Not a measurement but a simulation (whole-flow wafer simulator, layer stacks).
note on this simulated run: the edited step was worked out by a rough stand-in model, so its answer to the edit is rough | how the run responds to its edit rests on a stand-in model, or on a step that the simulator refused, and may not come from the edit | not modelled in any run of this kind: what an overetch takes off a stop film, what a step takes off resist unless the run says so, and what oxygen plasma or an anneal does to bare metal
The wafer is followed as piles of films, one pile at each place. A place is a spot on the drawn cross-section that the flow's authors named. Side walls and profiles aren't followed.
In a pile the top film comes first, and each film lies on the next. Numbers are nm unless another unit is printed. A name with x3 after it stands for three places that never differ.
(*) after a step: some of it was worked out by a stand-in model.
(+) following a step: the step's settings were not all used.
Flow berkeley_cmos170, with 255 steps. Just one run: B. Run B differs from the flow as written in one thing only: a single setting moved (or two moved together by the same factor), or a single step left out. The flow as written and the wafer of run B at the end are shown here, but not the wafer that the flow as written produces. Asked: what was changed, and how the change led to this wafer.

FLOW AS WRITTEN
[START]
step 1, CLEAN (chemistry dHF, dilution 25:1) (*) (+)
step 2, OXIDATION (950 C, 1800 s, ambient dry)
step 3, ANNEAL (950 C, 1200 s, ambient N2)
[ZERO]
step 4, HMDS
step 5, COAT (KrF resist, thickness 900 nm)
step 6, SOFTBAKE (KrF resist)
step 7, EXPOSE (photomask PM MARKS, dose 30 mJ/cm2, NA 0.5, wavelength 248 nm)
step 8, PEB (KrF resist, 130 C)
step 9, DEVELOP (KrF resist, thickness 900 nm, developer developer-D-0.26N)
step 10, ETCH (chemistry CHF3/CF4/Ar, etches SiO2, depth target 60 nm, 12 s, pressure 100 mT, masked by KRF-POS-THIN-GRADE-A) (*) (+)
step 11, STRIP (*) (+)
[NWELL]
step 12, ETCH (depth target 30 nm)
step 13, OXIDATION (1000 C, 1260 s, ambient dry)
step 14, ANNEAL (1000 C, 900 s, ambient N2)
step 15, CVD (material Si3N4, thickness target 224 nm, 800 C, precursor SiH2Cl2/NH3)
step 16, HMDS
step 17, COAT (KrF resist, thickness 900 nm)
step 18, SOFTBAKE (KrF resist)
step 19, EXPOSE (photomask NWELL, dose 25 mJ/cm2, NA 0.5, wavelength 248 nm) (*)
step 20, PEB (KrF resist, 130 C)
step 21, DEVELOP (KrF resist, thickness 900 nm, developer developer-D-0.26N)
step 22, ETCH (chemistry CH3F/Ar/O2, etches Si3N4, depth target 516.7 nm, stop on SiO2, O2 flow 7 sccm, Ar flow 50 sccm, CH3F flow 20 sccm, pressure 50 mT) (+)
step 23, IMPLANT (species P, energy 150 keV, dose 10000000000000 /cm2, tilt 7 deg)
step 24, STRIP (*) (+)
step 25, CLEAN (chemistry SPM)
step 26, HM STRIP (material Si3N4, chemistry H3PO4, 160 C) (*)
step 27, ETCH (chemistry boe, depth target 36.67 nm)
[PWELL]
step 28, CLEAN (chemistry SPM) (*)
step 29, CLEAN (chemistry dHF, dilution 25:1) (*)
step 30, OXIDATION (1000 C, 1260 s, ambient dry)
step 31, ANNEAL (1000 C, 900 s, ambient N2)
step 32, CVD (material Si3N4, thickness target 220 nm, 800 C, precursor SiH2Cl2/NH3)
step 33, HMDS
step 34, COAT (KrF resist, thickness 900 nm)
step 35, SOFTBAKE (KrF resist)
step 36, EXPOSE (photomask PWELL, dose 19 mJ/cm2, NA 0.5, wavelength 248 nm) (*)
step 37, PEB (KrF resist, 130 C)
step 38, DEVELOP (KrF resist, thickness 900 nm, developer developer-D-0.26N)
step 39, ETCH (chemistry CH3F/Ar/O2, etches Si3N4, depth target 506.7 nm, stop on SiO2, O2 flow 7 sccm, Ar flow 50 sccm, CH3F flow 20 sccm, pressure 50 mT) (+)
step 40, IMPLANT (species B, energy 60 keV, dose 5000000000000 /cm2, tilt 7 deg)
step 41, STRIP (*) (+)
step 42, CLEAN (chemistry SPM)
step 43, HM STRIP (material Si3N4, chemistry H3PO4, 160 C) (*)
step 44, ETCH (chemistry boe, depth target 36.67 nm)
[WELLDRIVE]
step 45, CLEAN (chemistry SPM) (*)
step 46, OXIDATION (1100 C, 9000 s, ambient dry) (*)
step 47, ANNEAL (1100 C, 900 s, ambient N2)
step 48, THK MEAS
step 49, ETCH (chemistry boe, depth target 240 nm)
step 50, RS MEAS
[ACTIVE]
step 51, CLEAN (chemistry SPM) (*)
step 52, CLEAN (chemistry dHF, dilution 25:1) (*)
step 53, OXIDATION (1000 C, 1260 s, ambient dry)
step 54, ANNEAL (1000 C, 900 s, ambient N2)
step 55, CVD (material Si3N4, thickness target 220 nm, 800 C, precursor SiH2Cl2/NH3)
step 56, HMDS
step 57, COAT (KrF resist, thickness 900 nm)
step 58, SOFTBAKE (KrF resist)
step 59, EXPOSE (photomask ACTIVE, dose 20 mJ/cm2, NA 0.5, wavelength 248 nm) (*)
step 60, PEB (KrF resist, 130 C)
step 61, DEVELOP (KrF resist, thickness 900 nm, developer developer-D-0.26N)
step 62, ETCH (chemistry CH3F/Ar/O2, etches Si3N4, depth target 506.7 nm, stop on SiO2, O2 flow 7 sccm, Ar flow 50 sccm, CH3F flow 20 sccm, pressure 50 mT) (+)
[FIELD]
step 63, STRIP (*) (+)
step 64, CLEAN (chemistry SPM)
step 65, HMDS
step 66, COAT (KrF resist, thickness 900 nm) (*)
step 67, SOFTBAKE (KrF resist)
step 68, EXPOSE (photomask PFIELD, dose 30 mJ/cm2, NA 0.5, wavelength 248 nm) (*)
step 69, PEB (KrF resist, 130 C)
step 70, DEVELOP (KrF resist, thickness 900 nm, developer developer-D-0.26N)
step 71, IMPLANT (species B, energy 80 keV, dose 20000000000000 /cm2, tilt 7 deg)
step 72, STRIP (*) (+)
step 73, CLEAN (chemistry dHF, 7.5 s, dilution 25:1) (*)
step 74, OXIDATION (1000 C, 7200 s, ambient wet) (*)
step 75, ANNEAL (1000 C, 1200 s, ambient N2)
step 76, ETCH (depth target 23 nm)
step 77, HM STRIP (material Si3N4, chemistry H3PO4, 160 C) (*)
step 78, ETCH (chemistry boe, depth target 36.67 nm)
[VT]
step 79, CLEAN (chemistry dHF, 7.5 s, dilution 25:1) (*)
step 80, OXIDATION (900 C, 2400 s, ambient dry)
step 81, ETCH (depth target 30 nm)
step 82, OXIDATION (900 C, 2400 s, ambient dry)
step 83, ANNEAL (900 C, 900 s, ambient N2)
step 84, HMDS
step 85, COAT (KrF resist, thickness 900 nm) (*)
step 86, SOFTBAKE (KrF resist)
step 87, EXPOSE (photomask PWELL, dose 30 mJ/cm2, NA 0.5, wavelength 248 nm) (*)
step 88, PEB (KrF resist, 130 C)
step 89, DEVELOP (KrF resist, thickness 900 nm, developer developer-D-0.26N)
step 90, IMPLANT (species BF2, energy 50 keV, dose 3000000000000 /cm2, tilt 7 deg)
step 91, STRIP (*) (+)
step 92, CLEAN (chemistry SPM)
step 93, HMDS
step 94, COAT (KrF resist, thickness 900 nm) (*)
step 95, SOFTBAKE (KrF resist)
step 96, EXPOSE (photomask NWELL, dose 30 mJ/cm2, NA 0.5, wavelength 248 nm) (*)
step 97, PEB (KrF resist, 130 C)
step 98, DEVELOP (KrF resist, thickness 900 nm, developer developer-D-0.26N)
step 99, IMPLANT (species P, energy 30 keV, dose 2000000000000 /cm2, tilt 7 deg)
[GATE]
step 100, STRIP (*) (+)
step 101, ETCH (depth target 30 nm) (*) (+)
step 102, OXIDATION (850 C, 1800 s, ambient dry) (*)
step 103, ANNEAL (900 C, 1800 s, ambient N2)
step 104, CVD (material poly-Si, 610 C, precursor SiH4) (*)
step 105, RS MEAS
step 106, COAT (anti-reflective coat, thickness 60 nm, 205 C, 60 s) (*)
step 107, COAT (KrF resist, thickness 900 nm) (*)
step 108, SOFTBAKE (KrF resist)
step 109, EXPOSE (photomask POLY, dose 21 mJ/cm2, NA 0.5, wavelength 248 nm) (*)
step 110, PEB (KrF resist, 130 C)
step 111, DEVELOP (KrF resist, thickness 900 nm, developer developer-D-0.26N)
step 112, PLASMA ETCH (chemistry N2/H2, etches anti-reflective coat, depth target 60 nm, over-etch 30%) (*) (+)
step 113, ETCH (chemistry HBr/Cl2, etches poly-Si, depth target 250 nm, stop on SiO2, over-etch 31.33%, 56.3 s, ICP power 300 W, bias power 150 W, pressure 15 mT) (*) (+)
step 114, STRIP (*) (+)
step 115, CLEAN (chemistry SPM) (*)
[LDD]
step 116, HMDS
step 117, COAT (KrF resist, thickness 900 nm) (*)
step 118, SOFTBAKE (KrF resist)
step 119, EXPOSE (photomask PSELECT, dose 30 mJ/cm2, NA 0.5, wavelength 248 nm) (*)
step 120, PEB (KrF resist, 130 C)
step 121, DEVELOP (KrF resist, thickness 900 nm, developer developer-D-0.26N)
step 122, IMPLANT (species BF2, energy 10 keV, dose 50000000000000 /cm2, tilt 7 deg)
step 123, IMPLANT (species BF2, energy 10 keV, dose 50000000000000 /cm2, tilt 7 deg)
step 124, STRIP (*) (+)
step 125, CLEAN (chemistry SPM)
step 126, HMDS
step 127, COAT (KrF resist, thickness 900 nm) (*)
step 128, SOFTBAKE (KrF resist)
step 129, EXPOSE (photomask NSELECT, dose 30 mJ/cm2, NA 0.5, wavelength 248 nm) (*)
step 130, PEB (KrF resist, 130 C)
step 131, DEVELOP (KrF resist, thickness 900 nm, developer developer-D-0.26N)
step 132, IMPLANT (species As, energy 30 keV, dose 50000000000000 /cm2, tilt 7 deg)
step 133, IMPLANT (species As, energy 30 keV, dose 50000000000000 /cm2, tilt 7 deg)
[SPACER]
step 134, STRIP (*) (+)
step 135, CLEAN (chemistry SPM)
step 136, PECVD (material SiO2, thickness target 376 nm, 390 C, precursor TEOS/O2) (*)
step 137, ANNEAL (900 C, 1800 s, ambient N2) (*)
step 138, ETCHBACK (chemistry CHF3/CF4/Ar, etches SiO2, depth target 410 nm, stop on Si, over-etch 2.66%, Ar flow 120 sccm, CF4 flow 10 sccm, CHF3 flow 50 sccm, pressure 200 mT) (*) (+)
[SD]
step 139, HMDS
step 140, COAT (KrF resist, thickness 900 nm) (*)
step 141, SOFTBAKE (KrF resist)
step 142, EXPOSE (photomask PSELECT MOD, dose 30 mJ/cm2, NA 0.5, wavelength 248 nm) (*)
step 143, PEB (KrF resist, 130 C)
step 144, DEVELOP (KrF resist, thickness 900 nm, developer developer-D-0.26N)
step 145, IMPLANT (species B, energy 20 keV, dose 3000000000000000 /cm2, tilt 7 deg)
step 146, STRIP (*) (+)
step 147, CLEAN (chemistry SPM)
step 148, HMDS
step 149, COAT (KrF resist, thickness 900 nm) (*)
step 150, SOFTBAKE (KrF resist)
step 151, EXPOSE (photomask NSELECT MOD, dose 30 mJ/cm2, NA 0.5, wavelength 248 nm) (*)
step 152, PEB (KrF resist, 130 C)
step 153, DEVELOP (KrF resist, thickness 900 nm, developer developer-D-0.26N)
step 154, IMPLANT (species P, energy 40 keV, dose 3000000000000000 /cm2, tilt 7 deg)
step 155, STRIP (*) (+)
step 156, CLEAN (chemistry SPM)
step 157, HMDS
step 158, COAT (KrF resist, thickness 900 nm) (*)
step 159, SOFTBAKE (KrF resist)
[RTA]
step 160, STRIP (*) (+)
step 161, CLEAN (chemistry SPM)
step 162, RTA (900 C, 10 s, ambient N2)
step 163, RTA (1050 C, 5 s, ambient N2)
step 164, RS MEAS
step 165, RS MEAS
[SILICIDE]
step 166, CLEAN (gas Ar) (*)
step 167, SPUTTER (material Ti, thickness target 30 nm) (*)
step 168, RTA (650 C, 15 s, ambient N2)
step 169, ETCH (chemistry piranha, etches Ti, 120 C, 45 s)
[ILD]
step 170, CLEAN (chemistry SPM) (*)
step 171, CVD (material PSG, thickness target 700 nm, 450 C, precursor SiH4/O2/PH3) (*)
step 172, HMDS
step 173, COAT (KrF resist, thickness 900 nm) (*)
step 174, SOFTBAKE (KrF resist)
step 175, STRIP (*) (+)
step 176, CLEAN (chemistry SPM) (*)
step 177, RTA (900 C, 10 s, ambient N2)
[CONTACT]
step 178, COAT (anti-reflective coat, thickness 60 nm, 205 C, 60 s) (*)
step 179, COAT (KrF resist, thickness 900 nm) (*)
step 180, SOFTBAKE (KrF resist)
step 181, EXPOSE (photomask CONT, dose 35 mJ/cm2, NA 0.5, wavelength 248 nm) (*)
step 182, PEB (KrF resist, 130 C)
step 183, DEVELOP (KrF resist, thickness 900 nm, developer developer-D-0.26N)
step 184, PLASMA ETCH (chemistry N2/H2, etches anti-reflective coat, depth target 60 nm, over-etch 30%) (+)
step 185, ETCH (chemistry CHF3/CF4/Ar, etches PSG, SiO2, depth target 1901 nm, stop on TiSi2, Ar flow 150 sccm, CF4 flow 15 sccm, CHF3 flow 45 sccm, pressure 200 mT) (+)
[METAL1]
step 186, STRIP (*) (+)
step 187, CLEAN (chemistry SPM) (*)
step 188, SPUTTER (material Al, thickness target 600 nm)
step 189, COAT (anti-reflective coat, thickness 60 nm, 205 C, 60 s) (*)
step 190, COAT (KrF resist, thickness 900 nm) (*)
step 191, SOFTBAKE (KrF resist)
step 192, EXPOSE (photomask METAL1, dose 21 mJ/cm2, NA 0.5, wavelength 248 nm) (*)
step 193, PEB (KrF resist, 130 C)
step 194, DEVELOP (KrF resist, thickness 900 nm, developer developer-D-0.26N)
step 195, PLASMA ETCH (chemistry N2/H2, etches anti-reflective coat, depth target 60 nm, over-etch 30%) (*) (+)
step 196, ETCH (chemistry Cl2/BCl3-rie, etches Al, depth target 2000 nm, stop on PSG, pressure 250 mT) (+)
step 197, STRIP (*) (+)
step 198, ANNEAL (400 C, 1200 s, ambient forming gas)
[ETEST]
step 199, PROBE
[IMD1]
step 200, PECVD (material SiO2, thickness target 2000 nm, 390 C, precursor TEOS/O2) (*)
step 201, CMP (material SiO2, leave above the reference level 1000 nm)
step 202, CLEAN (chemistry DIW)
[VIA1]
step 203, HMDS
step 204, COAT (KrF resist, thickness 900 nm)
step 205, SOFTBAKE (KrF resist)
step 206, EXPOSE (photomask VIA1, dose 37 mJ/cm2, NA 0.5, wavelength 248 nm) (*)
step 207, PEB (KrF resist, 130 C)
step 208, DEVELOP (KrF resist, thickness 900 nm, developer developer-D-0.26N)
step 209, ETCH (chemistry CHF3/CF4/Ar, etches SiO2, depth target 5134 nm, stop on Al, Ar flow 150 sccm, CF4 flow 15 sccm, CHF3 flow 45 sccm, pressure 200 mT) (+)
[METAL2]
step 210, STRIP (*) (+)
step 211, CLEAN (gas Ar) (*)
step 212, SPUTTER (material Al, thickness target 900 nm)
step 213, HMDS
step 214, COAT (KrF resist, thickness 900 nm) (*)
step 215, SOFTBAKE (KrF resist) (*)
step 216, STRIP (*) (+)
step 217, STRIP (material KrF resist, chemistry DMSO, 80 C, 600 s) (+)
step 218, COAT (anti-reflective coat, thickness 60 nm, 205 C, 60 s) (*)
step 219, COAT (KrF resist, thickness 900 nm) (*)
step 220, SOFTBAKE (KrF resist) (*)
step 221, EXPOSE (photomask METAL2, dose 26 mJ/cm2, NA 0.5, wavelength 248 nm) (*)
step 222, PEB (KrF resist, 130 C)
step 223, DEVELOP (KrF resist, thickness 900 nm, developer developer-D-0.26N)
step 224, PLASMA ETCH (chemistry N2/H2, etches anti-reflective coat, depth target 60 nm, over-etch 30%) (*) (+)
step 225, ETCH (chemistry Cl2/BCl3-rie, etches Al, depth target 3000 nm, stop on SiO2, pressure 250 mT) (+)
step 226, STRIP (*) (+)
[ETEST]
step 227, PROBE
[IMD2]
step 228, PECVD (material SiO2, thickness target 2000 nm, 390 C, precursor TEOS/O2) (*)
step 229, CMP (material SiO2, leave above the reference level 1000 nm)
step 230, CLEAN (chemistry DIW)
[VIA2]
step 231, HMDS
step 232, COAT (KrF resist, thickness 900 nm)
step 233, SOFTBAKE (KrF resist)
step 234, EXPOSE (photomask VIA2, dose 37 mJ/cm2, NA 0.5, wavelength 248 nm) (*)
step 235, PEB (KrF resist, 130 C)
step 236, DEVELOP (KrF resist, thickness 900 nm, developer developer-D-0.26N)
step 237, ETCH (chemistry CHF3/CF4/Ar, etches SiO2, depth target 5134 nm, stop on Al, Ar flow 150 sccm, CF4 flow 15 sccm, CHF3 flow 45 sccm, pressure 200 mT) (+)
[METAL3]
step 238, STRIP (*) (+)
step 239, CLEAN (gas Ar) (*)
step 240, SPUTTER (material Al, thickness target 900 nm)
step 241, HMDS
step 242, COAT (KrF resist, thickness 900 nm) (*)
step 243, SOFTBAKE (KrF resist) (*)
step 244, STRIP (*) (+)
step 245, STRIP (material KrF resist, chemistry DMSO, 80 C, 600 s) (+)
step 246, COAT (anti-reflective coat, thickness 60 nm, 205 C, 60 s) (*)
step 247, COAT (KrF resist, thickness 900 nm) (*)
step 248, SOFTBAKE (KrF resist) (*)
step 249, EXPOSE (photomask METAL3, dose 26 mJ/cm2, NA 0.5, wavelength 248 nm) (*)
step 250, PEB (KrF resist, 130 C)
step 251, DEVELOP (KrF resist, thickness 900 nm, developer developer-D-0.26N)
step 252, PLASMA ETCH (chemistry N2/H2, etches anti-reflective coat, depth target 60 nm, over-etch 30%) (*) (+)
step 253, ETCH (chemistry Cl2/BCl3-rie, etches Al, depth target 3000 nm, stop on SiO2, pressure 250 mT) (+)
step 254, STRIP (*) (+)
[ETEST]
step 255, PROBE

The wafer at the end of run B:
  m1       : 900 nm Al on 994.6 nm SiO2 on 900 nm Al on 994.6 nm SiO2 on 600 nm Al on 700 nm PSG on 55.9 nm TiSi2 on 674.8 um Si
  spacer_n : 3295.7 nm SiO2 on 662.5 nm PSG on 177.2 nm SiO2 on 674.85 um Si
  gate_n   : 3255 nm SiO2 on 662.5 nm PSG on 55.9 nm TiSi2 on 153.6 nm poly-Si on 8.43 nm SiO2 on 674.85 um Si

The reason: step 101, ETCH: depth target 12 nm was run, though the flow has depth target 30 nm.

Step by step, how the change led to this:
  step 101, ETCH (depth target 30 nm) (*) (+)
      sd_n, spacer_n, gate_n and 8 more: SiO2 loses 12 (it would be, as written: SiO2 loses 14.9 (all of it))
      field: SiO2 loses 12 (it would be, as written: SiO2 loses 30)
  step 102, OXIDATION (850 C, 1800 s, ambient dry) (*)
      sd_n, spacer_n, gate_n and 8 more: SiO2 gains 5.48, Si loses 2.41 (it would be, as written: SiO2 gains 7.48 (new film), Si loses 3.29)
  step 106, COAT (anti-reflective coat, thickness 60 nm, 205 C, 60 s) (*)
      field: anti-reflective coat gains 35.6 (new film) (it would be, as written: anti-reflective coat gains 34.7 (new film))
      sd_n: anti-reflective coat gains 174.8 (new film) (it would be, as written: anti-reflective coat gains 158.6 (new film))
      (as well as at 7 more places)
  step 112, PLASMA ETCH (chemistry N2/H2, etches anti-reflective coat, depth target 60 nm, over-etch 30%) (*) (+)
      field: anti-reflective coat loses 35.6 (all of it), poly-Si loses 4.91 (it would be, as written: anti-reflective coat loses 34.7 (all of it), poly-Si loses 4.4)
      sd_n: anti-reflective coat loses 174.8 (all of it), poly-Si loses 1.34 (it would be, as written: anti-reflective coat loses 158.6 (all of it), poly-Si loses 1.22)
      (as well as at 8 more places)
  step 114, STRIP (*) (+)
      gate_n: chemical SiO2 gains 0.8 (new film), KrF resist loses 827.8 (all of it), anti-reflective coat loses 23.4 (all of it), poly-Si loses 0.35 (it would be, as written: chemical SiO2 gains 0.8 (new film), KrF resist loses 812.6 (all of it), anti-reflective coat loses 27.3 (all of it), poly-Si loses 0.35)
      gate_p: chemical SiO2 gains 0.8 (new film), KrF resist loses 790.4 (all of it), anti-reflective coat loses 27.6 (all of it), poly-Si loses 0.35 (it would be, as written: chemical SiO2 gains 0.8 (new film), KrF resist loses 782.1 (all of it), anti-reflective coat loses 29.6 (all of it), poly-Si loses 0.35)
  step 178, COAT (anti-reflective coat, thickness 60 nm, 205 C, 60 s) (*)
      sd_n: anti-reflective coat gains 146 (new film) (it would be, as written: anti-reflective coat gains 135.1 (new film))
      gate_n: anti-reflective coat gains 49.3 (new film) (it would be, as written: anti-reflective coat gains 48.3 (new film))
      (as well as at 1 more place)
  step 186, STRIP (*) (+)
      sd_n: KrF resist loses 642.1 (all of it), anti-reflective coat loses 146 (all of it) (it would be, as written: KrF resist loses 643.8 (all of it), anti-reflective coat loses 135.1 (all of it))
      gate_n: KrF resist loses 560.6 (all of it), anti-reflective coat loses 49.3 (all of it) (it would be, as written: KrF resist loses 553.1 (all of it), anti-reflective coat loses 48.3 (all of it))
      (as well as at 1 more place)
  step 189, COAT (anti-reflective coat, thickness 60 nm, 205 C, 60 s) (*)
      sd_p: anti-reflective coat gains 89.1 (new film) (it would be, as written: anti-reflective coat gains 86.5 (new film))
      m1: anti-reflective coat gains 61.7 (new film) (it would be, as written: anti-reflective coat gains 63 (new film))
      (as well as at 1 more place)
  step 195, PLASMA ETCH (chemistry N2/H2, etches anti-reflective coat, depth target 60 nm, over-etch 30%) (*) (+)
      contact, m1, via1, m2, via2: KrF resist loses 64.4 (it would be, as written: KrF resist loses 62.5)
      sd_p: anti-reflective coat loses 89.1 (all of it) (it would be, as written: anti-reflective coat loses 86.5 (all of it))
  step 197, STRIP (*) (+)
      m1: KrF resist loses 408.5 (all of it), anti-reflective coat loses 61.7 (all of it) (it would be, as written: KrF resist loses 404.7 (all of it), anti-reflective coat loses 63 (all of it))
      m2: KrF resist loses 418.1 (all of it), anti-reflective coat loses 58.8 (all of it) (it would be, as written: KrF resist loses 412.9 (all of it), anti-reflective coat loses 61.1 (all of it))
  step 201, CMP (material SiO2, leave above the reference level 1000 nm)
      field: SiO2 loses 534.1 (it would be, as written: SiO2 loses 517)
